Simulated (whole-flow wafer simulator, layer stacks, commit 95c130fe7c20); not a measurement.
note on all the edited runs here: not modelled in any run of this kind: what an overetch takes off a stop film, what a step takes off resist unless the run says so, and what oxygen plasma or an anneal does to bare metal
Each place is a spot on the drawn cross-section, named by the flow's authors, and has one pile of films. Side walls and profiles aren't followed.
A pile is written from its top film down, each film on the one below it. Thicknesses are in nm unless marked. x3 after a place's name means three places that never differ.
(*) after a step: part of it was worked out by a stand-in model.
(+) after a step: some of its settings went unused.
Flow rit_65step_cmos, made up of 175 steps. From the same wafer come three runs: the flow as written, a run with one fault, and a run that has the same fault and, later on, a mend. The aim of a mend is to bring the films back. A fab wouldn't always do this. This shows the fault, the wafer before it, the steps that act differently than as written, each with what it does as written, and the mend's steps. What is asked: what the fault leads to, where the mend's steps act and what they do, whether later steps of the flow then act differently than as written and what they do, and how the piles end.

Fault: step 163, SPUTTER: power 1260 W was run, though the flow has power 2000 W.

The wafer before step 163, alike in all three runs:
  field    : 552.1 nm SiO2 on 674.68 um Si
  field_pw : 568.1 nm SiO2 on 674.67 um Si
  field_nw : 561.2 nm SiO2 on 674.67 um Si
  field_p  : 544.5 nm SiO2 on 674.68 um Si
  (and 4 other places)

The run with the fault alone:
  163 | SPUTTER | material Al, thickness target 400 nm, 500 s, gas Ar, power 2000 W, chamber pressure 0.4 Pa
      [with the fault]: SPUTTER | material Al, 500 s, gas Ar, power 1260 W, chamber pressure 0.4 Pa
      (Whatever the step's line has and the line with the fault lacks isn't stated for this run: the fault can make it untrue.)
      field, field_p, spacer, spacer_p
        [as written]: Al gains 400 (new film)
        [with the fault]: Al gains 252 (new film)
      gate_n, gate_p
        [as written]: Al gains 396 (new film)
        [with the fault]: Al gains 252 (new film)
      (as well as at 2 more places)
  Later steps of the flow acting differently than as written (not shown: 3 more steps that differ only slightly, by at most 2% or 0.5 nm, whichever is larger):
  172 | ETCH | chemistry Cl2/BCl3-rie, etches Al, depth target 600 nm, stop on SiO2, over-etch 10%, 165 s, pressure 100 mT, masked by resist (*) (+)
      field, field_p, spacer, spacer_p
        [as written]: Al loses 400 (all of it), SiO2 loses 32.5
        [with the fault]: Al loses 252 (all of it), SiO2 loses 51
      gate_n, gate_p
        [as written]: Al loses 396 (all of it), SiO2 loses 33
        [with the fault]: Al loses 252 (all of it), SiO2 loses 51
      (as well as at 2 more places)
  At field, field_pw, field_nw, field_p, gate_n, gate_p, spacer, spacer_p, the piles at the end differ from the flow's by more than 2% or 0.5 nm, whichever is larger.
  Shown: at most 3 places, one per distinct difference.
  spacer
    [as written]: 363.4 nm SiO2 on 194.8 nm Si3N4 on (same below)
    [with the fault]: 344.9 nm SiO2 on 194.8 nm Si3N4 on (same below)
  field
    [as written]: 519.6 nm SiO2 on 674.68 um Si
    [with the fault]: 501.1 nm SiO2 on 674.68 um Si
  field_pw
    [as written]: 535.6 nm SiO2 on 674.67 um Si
    [with the fault]: 517.1 nm SiO2 on 674.67 um Si

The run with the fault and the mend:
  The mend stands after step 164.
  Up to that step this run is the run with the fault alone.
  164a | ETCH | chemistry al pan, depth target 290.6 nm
      field, field_p, gate_n, gate_p, spacer, spacer_p
        Al loses 252 (all of it)
      field_pw, field_nw
        Al loses 251.8 (all of it)
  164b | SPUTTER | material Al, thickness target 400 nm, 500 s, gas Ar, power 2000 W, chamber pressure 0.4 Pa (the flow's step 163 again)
      field, field_pw, field_p, spacer, spacer_p
        Al gains 400 (new film)
      gate_n, gate_p
        Al gains 396 (new film)
      field_nw
        Al gains 397.2 (new film)
  Every later step of the flow that is run acts as written at every place that is followed.
  By the end, the piles equal the flow's at every place that both follow.
